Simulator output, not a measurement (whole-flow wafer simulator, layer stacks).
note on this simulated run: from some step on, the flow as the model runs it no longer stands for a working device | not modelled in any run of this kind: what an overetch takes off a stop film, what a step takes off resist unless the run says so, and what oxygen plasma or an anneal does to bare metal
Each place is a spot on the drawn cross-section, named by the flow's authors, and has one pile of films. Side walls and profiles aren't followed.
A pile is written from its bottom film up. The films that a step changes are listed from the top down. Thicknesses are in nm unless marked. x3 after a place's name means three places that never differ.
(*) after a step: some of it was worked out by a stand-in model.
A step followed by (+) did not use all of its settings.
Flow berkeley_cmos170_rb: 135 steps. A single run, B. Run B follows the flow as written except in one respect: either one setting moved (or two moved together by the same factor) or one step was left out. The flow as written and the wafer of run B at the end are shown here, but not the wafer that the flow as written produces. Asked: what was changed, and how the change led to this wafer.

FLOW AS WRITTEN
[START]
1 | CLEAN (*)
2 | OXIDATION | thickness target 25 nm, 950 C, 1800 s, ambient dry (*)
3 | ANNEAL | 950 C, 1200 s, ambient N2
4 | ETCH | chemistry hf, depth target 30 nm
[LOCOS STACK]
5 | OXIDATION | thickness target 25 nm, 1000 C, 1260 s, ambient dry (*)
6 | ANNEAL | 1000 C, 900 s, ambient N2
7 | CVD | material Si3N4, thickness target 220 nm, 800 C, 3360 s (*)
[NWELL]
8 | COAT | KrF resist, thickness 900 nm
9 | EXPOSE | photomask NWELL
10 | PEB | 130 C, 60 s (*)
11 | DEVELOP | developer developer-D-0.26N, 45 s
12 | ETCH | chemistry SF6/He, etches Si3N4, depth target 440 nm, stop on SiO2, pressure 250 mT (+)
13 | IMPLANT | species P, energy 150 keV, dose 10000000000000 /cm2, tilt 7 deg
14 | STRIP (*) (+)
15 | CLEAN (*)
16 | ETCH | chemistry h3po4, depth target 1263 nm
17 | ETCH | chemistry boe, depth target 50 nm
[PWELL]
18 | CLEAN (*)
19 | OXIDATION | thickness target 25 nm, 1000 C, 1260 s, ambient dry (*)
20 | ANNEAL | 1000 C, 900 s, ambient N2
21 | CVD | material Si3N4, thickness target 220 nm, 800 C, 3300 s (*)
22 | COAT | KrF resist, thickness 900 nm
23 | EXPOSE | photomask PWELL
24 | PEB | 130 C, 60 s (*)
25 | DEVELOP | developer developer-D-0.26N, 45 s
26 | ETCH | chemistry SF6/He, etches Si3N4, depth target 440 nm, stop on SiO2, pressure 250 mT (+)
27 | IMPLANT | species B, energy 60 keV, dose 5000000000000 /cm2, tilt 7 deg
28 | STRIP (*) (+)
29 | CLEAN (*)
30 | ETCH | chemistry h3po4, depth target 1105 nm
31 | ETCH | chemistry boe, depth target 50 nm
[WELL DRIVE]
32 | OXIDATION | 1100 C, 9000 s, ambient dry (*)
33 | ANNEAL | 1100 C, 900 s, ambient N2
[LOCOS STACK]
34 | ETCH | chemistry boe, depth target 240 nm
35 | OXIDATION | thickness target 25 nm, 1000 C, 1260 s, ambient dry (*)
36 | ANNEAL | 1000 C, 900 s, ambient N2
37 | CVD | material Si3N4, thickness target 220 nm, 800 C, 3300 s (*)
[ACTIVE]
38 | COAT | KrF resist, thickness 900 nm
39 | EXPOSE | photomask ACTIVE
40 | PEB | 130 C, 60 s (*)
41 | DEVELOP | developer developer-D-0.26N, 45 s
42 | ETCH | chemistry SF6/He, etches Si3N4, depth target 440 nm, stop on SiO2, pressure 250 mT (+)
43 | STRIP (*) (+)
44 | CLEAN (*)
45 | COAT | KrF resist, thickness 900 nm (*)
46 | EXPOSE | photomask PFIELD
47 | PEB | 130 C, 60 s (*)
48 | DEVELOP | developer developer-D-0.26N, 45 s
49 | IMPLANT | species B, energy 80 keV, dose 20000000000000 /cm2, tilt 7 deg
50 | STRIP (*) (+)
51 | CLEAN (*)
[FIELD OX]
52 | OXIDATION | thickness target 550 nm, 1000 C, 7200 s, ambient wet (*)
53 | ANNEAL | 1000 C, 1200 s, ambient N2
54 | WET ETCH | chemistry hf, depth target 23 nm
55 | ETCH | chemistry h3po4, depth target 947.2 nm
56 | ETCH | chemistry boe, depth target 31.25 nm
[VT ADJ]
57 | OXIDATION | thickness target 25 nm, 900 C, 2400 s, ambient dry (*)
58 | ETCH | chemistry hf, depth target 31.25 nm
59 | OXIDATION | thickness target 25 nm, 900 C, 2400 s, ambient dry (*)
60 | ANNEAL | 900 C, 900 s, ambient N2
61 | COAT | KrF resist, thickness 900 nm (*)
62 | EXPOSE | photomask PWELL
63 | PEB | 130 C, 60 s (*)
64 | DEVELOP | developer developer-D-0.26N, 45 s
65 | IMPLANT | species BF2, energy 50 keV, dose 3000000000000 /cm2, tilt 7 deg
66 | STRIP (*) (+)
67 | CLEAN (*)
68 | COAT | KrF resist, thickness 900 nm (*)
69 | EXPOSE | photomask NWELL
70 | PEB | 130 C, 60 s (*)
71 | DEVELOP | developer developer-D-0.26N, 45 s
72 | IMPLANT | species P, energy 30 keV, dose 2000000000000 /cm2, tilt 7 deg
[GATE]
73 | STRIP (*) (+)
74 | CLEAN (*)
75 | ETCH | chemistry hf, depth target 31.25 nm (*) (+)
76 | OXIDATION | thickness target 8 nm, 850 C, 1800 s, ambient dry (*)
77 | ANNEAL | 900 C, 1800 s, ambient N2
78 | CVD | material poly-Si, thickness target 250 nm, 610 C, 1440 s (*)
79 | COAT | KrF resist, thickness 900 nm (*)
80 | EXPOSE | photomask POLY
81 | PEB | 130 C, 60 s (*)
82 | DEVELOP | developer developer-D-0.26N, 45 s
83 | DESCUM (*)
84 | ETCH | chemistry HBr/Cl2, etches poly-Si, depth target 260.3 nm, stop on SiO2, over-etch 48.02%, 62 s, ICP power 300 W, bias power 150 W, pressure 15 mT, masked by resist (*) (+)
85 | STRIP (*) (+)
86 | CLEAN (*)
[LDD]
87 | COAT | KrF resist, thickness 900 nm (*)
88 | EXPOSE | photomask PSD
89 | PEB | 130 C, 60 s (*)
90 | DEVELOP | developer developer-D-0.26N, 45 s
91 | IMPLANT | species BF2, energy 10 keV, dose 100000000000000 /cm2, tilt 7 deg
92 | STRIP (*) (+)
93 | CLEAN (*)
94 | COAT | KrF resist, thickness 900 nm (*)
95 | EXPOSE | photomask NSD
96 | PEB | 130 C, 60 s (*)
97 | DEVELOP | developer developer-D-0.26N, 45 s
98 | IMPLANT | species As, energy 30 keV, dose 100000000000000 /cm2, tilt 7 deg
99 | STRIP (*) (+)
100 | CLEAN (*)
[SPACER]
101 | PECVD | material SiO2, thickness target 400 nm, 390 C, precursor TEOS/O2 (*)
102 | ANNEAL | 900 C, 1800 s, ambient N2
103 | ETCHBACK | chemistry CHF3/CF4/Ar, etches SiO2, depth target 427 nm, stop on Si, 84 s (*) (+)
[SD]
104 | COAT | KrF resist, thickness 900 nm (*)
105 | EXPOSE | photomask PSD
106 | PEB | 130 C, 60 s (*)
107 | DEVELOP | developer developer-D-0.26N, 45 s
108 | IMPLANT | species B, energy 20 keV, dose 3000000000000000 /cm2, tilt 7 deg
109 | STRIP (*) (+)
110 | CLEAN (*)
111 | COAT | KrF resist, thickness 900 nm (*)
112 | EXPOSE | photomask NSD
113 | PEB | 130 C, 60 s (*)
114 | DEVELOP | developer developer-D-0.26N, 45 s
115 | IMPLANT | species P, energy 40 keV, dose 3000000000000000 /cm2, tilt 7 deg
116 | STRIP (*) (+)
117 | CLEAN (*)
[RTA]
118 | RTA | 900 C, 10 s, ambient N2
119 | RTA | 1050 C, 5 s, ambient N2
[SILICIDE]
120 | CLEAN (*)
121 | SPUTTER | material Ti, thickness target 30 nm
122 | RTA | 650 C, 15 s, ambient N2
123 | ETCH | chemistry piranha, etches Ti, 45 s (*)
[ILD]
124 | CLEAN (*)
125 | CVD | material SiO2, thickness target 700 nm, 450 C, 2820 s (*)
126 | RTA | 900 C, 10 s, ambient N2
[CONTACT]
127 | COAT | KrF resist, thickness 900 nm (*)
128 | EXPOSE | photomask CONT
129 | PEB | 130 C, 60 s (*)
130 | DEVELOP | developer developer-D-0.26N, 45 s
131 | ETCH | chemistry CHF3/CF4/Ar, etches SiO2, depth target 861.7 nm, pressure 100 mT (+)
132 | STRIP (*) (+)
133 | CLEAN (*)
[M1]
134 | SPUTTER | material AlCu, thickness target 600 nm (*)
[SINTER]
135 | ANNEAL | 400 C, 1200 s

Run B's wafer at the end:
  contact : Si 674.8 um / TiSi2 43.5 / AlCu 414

Cause: step 131, ETCH: depth target 951.5 nm was run, whereas the flow has depth target 861.7 nm.

The path from the change to this, step by step:
  131 | ETCH | chemistry CHF3/CF4/Ar, etches SiO2, depth target 861.7 nm, pressure 100 mT (+)
      field, sd_n, spacer_n, gate, sd_p, spacer_p, gate_p, m1: -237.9 KrF resist (it would be, as written: -215.4 KrF resist)
      contact: -700 SiO2 (all of it), -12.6 TiSi2 (it would be, as written: -700 SiO2 (all of it), -8.08 TiSi2)
  132 | STRIP (*) (+)
      field: -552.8 KrF resist (all of it) (it would be, as written: -575.3 KrF resist (all of it))
      sd_n: -757.9 KrF resist (all of it) (it would be, as written: -780.4 KrF resist (all of it))
      (as well as at 6 more places)
